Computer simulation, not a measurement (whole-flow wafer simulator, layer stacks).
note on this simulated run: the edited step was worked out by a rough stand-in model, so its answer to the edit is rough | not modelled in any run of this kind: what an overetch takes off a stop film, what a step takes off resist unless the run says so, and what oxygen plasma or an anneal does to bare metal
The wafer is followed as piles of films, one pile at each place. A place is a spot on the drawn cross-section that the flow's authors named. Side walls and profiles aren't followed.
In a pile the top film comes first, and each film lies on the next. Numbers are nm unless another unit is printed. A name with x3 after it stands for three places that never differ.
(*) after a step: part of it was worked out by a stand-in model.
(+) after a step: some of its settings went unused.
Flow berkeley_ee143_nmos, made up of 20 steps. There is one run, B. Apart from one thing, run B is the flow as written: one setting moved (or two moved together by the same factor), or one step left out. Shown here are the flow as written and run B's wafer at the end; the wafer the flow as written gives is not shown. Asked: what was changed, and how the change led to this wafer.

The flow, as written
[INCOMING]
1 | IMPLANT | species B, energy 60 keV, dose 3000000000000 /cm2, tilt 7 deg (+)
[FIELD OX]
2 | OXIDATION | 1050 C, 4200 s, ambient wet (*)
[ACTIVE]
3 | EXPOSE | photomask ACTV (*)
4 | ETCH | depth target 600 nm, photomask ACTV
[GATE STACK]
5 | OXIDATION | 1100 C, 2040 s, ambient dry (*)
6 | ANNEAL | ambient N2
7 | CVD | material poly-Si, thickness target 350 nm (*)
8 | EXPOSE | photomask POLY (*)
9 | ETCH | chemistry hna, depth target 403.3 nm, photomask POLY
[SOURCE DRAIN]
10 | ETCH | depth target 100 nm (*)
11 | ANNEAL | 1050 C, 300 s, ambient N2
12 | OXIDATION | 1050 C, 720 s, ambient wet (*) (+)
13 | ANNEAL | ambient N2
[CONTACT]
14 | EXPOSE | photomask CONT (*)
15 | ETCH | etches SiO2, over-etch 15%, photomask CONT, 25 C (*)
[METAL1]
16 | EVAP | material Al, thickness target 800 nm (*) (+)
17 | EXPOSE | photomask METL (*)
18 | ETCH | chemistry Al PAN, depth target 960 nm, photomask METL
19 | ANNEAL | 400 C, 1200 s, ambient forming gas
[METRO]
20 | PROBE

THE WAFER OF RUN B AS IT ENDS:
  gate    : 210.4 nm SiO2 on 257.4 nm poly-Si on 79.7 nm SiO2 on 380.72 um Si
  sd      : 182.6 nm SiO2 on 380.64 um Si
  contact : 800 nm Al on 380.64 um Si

The reason: step 12, OXIDATION: 684 s was run, while the flow as written has 720 s.

The path from the change to this, step by step:
  12 | OXIDATION | 1050 C, 720 s, ambient wet (*) (+)
      sd, contact: SiO2 gains 182.6 (new film), Si loses 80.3 (in the flow as written it would be: SiO2 gains 189.4 (new film), Si loses 83.4)
      gate: SiO2 gains 210.4 (new film), poly-Si loses 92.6 (in the flow as written it would be: SiO2 gains 217.6 (new film), poly-Si loses 95.7)
      (as well as at 1 more place)
  15 | ETCH | etches SiO2, over-etch 15%, photomask CONT, 25 C (*)
      contact: SiO2 loses 182.6 (all of it) (in the flow as written it would be: SiO2 loses 189.4 (all of it))
